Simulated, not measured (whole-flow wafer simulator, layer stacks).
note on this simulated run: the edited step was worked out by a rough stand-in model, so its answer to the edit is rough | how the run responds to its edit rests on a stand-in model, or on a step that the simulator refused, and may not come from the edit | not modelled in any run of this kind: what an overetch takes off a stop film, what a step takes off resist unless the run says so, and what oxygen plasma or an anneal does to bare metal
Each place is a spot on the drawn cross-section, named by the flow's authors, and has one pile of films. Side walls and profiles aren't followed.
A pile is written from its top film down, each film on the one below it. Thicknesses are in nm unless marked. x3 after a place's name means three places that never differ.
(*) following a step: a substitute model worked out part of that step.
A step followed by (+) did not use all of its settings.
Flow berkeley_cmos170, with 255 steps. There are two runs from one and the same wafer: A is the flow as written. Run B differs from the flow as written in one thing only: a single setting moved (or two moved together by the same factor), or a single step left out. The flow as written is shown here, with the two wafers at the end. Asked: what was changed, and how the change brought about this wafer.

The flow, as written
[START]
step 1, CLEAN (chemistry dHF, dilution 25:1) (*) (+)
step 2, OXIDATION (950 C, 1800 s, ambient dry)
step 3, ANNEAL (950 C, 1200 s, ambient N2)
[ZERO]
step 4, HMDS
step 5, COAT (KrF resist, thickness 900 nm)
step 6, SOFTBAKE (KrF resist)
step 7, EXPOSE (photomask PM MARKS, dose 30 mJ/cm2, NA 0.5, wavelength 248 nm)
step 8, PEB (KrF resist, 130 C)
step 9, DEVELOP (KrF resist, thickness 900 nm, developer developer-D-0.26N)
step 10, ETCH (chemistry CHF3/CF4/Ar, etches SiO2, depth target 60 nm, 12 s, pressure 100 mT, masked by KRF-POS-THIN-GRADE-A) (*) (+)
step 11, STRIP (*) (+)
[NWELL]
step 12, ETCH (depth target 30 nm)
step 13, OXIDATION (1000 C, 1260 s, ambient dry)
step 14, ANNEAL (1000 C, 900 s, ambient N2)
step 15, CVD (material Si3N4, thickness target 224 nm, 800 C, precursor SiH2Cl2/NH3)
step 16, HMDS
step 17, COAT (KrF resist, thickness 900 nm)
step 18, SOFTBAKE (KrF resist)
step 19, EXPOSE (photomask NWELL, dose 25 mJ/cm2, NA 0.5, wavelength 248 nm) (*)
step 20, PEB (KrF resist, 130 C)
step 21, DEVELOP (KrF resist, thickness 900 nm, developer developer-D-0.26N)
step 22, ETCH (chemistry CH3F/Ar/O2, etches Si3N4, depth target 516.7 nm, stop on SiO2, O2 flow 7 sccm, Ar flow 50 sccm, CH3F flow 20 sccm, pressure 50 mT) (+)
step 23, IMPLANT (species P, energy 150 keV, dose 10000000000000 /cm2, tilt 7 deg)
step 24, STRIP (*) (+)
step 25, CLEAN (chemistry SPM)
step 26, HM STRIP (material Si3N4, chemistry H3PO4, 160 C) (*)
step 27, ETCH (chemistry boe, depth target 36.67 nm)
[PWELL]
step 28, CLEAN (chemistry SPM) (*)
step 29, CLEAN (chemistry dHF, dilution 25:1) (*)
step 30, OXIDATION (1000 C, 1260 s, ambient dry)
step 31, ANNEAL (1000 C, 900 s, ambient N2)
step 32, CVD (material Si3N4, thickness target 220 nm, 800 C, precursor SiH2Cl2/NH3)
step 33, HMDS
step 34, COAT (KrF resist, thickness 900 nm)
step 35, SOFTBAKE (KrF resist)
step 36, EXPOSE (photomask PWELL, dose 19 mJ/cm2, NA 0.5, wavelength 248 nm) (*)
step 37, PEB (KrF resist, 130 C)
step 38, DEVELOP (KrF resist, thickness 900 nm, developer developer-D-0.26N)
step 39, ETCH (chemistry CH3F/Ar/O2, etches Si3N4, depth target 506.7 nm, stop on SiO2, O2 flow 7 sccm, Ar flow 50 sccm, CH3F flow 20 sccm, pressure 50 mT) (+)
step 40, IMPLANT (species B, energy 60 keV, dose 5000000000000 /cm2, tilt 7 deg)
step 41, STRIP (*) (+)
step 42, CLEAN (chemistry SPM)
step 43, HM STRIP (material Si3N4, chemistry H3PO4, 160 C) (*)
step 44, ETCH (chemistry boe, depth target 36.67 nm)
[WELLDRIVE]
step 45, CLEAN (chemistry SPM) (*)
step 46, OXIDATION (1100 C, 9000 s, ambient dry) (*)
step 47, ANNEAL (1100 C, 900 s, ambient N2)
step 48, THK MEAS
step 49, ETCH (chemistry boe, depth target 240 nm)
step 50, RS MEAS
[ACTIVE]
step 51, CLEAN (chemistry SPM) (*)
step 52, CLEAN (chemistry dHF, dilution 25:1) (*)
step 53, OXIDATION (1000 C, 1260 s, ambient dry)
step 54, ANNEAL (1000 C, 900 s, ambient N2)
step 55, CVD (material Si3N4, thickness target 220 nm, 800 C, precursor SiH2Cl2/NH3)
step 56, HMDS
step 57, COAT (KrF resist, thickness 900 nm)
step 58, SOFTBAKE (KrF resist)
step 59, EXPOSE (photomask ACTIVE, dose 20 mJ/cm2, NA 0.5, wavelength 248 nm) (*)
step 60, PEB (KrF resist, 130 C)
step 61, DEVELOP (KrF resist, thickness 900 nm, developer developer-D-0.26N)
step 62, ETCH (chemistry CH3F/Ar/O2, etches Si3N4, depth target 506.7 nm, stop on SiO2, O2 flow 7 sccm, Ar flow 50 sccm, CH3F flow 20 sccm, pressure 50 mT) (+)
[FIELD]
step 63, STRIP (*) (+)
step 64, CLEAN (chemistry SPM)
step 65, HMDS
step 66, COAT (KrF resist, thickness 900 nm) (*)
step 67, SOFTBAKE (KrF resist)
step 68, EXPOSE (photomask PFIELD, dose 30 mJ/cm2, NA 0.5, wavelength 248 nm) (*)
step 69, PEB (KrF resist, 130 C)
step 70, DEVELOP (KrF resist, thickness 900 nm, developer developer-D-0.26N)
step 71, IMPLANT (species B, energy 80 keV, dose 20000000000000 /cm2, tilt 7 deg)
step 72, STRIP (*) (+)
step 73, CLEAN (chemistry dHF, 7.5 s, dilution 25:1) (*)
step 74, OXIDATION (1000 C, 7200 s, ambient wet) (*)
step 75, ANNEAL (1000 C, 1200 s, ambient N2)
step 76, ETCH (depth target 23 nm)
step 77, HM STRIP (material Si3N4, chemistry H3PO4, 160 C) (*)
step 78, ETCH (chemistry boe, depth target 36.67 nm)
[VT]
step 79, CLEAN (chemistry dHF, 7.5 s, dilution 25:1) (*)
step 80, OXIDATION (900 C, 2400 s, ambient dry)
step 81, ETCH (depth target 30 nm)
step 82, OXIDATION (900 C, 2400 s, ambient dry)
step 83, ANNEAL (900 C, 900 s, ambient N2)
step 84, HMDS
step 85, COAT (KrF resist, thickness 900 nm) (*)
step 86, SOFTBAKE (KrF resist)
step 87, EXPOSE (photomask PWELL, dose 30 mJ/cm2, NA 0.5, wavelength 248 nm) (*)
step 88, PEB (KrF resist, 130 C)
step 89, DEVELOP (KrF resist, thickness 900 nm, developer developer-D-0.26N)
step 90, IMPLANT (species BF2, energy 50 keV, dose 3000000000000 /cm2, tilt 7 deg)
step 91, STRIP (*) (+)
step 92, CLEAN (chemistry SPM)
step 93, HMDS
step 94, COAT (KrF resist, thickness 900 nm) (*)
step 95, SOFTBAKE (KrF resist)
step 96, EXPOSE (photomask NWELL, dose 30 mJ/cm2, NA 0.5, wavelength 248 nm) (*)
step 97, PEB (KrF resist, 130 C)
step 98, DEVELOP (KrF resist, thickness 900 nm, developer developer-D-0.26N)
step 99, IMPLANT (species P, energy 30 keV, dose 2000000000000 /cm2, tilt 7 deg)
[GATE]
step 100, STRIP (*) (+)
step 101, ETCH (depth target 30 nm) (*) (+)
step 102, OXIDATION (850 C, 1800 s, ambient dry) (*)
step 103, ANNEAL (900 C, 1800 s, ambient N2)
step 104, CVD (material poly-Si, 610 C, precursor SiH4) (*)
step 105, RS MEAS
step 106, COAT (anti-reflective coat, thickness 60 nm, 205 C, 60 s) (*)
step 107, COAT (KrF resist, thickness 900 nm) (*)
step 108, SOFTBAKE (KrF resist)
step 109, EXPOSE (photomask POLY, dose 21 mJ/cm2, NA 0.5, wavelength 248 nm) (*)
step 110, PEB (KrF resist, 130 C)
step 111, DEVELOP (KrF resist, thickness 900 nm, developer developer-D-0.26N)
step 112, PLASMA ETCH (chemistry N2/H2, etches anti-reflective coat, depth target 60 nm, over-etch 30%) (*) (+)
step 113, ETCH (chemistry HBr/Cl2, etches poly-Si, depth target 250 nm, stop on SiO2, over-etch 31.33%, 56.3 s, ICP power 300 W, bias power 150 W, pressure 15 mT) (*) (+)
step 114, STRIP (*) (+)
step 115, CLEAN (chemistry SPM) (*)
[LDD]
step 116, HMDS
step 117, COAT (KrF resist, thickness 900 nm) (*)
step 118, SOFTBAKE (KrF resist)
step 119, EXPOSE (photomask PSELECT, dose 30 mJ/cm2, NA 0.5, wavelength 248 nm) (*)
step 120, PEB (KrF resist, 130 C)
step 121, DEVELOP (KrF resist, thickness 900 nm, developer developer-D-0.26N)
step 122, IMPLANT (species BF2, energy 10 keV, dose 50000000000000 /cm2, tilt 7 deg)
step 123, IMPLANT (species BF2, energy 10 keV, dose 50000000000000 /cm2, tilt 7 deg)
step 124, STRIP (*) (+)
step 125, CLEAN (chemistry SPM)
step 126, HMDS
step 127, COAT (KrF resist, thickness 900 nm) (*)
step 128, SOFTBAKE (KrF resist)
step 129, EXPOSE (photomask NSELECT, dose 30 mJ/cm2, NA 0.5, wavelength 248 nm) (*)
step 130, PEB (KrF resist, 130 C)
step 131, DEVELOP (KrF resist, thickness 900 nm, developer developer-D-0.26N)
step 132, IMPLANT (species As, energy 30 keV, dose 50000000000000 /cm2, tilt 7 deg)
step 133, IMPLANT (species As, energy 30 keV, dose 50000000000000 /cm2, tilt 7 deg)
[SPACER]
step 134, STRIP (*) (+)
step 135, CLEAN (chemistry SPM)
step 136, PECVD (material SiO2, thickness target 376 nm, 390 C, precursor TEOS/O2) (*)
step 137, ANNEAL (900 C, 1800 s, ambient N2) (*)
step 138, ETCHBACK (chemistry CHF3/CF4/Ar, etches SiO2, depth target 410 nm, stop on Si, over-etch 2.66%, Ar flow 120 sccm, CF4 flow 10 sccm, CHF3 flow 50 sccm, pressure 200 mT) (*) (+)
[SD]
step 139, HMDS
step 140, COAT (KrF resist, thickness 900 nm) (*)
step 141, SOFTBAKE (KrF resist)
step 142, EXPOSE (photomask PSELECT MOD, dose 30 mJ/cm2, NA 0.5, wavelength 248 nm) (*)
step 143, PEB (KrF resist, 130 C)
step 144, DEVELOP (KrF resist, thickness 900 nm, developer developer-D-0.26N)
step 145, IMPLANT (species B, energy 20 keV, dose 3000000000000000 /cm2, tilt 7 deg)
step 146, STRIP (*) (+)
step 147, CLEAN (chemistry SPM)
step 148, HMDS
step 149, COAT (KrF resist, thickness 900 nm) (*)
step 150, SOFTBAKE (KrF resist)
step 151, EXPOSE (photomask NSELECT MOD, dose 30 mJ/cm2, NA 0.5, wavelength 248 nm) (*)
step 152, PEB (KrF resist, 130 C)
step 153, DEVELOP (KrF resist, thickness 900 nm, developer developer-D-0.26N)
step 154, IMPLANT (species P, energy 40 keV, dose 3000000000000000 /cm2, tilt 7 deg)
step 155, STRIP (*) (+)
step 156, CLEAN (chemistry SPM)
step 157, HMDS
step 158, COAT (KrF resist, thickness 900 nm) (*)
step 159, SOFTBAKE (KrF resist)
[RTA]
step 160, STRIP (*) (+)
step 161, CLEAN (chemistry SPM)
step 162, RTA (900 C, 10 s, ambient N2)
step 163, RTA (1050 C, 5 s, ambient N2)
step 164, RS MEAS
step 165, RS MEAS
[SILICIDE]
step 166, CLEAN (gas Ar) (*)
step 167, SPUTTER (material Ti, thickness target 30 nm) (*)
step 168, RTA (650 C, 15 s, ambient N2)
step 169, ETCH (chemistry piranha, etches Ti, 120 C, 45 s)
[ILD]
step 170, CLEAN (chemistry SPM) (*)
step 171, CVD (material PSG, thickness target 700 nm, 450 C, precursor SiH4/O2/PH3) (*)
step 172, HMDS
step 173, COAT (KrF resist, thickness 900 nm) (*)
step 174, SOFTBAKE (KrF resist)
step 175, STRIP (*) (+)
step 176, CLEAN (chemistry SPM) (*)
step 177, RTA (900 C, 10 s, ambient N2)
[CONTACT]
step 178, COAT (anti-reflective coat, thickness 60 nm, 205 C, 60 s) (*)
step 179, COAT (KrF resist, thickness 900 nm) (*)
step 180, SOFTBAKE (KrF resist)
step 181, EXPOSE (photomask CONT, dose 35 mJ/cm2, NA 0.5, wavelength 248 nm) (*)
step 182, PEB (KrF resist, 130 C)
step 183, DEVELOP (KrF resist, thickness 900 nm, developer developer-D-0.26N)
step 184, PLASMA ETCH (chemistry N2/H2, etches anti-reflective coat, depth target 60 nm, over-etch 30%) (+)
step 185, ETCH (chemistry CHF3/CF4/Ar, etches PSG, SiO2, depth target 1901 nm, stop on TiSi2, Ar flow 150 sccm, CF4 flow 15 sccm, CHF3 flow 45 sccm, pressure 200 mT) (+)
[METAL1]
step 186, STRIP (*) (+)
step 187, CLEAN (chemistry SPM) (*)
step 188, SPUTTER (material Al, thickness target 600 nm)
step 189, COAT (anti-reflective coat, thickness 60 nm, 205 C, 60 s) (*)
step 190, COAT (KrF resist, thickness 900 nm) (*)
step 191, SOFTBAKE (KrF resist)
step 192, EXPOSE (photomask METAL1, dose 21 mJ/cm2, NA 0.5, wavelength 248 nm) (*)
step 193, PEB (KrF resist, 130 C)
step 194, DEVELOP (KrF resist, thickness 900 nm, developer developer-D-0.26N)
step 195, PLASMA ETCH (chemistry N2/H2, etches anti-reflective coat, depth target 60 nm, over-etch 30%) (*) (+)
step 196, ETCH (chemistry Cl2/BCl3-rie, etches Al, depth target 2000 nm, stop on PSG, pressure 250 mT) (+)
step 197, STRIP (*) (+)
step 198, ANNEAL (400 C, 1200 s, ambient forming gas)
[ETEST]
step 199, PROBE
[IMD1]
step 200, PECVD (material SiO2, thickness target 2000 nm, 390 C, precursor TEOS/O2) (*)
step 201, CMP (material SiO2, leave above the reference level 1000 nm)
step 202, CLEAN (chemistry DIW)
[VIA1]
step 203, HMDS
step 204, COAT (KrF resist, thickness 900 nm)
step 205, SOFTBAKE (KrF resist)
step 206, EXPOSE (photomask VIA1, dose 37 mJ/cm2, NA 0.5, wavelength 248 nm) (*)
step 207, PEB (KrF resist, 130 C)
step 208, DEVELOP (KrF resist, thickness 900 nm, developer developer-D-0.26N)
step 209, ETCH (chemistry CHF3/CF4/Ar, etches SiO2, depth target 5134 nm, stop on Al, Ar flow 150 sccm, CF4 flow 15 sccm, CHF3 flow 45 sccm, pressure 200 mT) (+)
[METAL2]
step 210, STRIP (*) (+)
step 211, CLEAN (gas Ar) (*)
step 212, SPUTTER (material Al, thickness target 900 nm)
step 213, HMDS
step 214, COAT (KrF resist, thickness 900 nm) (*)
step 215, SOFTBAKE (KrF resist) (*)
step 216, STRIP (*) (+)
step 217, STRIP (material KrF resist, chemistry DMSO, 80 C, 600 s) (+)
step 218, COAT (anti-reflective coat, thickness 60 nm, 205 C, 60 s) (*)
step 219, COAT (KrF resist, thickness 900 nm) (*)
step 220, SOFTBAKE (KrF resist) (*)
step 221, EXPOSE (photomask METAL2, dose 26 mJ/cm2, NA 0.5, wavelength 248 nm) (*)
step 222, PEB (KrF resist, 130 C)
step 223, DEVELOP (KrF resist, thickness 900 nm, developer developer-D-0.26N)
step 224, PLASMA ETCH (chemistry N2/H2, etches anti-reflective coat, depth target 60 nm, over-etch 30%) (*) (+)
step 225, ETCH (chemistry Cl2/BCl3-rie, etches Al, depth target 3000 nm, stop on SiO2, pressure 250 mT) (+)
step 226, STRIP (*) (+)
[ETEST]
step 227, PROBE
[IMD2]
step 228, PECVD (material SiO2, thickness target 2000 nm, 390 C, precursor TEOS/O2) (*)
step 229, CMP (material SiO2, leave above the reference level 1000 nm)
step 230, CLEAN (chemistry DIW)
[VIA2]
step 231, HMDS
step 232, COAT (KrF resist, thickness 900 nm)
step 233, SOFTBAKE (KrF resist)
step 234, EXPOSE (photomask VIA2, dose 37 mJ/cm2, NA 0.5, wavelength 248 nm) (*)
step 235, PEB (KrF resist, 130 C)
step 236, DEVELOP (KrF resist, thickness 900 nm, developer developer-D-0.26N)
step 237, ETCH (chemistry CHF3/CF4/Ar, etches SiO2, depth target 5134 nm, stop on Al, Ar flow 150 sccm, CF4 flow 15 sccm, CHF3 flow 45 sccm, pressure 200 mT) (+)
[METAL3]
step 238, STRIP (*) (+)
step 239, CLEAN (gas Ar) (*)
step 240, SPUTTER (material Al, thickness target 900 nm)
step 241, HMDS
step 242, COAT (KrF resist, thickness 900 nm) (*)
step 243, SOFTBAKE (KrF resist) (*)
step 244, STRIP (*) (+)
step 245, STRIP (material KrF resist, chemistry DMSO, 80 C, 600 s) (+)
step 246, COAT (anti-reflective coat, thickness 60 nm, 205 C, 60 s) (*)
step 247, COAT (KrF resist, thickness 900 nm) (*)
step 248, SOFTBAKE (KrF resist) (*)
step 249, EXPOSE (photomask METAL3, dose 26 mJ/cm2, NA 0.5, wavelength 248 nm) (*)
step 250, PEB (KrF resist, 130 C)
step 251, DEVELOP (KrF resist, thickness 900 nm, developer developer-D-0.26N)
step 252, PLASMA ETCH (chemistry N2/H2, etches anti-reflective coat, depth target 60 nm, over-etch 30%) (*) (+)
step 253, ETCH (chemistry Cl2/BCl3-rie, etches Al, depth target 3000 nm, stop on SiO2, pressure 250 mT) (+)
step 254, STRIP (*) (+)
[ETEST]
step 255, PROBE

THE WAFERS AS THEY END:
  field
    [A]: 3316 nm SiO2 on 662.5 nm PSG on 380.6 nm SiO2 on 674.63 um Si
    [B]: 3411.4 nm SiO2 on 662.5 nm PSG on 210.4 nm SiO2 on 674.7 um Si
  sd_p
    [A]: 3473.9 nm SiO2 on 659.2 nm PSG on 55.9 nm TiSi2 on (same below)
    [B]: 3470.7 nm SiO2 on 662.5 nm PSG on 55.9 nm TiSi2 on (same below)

Cause: step 74, OXIDATION: 950 C was run, while the flow as written has 1000 C.

Step by step, how the change led to this:
  step 74, OXIDATION (1000 C, 7200 s, ambient wet) (*)
      spacer_n, gate_n, spacer_p and 6 more: A SiO2 gains 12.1 (new film), Si3N4 loses 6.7 | B SiO2 gains 5.84 (new film), Si3N4 loses 3.22
      sd_n, sd_p: A SiO2 gains 12.1 (new film), Si3N4 loses 6.7, SiO2 gains 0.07, Si loses 0.07 | B SiO2 gains 5.84 (new film), Si3N4 loses 3.22, SiO2 gains 0.1, Si loses 0.07
      (and at 1 other place as well)
  step 76, ETCH (depth target 23 nm)
      sd_n, spacer_n, gate_n and 8 more: A SiO2 loses 12.1 (all of it) | B SiO2 loses 5.84 (all of it)
  step 80, OXIDATION (900 C, 2400 s, ambient dry)
      field: A SiO2 gains 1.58, Si loses 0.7 | B SiO2 gains 2.19, Si loses 0.96
  step 82, OXIDATION (900 C, 2400 s, ambient dry)
      field: A SiO2 gains 1.66, Si loses 0.73 | B SiO2 gains 2.34, Si loses 1.03
  step 85, COAT (KrF resist, thickness 900 nm) (*)
      field: A KrF resist gains 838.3 (new film) | B KrF resist gains 864.3 (new film)
      sd_n: A KrF resist gains 1008.9 (new film) | B KrF resist gains 962.2 (new film)
      (and at 10 other places as well)
  step 89, DEVELOP (KrF resist, thickness 900 nm, developer developer-D-0.26N)
      field: A KrF resist loses 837 (all of it) | B KrF resist loses 862.9 (all of it)
      sd_n: A KrF resist loses 1007.2 (all of it) | B KrF resist loses 960.6 (all of it)
      (and at 3 other places as well)
  step 91, STRIP (*) (+)
      sd_p: A KrF resist loses 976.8 (all of it) | B KrF resist loses 937.8 (all of it)
      spacer_p: A KrF resist loses 957.7 (all of it) | B KrF resist loses 927.5 (all of it)
      (and at 5 other places as well)
  step 94, COAT (KrF resist, thickness 900 nm) (*)
      field: A KrF resist gains 838.3 (new film) | B KrF resist gains 864.3 (new film)
      sd_n: A KrF resist gains 1008.9 (new film) | B KrF resist gains 962.2 (new film)
      (and at 10 other places as well)
  step 98, DEVELOP (KrF resist, thickness 900 nm, developer developer-D-0.26N)
      sd_p: A KrF resist loses 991 (all of it) | B KrF resist loses 952 (all of it)
      spacer_p: A KrF resist loses 971.9 (all of it) | B KrF resist loses 941.7 (all of it)
      (and at 1 other place as well)
  step 100, STRIP (*) (+)
      field: A KrF resist loses 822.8 (all of it) | B KrF resist loses 848.7 (all of it)
      sd_n: A KrF resist loses 993 (all of it) | B KrF resist loses 946.4 (all of it)
      (and at 7 other places as well)
  step 106, COAT (anti-reflective coat, thickness 60 nm, 205 C, 60 s) (*)
      field: A anti-reflective coat gains 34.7 (new film) | B anti-reflective coat gains 37.4 (new film)
      sd_n: A anti-reflective coat gains 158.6 (new film) | B anti-reflective coat gains 106.3 (new film)
      (and at 10 other places as well)
  step 107, COAT (KrF resist, thickness 900 nm) (*)
      spacer_n: A KrF resist gains 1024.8 (new film) | B KrF resist gains 953.4 (new film)
      gate_n: A KrF resist gains 1027.4 (new film) | B KrF resist gains 954.9 (new film)
      (and at 8 other places as well)
  step 111, DEVELOP (KrF resist, thickness 900 nm, developer developer-D-0.26N)
      spacer_n: A KrF resist loses 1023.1 (all of it) | B KrF resist loses 951.8 (all of it)
      sd_p: A KrF resist loses 954.6 (all of it) | B KrF resist loses 923.8 (all of it)
      (and at 6 other places as well)
  step 112, PLASMA ETCH (chemistry N2/H2, etches anti-reflective coat, depth target 60 nm, over-etch 30%) (*) (+)
      field: A anti-reflective coat loses 34.7 (all of it), poly-Si loses 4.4 | B anti-reflective coat loses 37.4 (all of it), poly-Si loses 2.58
      sd_n: A anti-reflective coat loses 158.6 (all of it), poly-Si loses 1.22 | B anti-reflective coat loses 106.3 (all of it), poly-Si loses 0.82
      (and at 8 other places as well)
  step 114, STRIP (*) (+)
      gate_n: A chemical SiO2 gains 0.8 (new film), KrF resist loses 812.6 (all of it), anti-reflective coat loses 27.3 (all of it), poly-Si loses 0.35 | B chemical SiO2 gains 0.79 (new film), KrF resist loses 740.3 (all of it), anti-reflective coat loses 53.1 (all of it), poly-Si loses 0.35
      gate_p: A chemical SiO2 gains 0.8 (new film), KrF resist loses 782.1 (all of it), anti-reflective coat loses 29.6 (all of it), poly-Si loses 0.35 | B chemical SiO2 gains 0.79 (new film), KrF resist loses 731.4 (all of it), anti-reflective coat loses 50.2 (all of it), poly-Si loses 0.35
  step 117, COAT (KrF resist, thickness 900 nm) (*)
      field: A KrF resist gains 846.6 (new film) | B KrF resist gains 872.5 (new film)
      sd_n: A KrF resist gains 1000.9 (new film) | B KrF resist gains 954.3 (new film)
      (and at 10 other places as well)
  ... 27 further steps ...
  step 201, CMP (material SiO2, leave above the reference level 1000 nm)
      field: A SiO2 loses 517 | B SiO2 loses 421.7
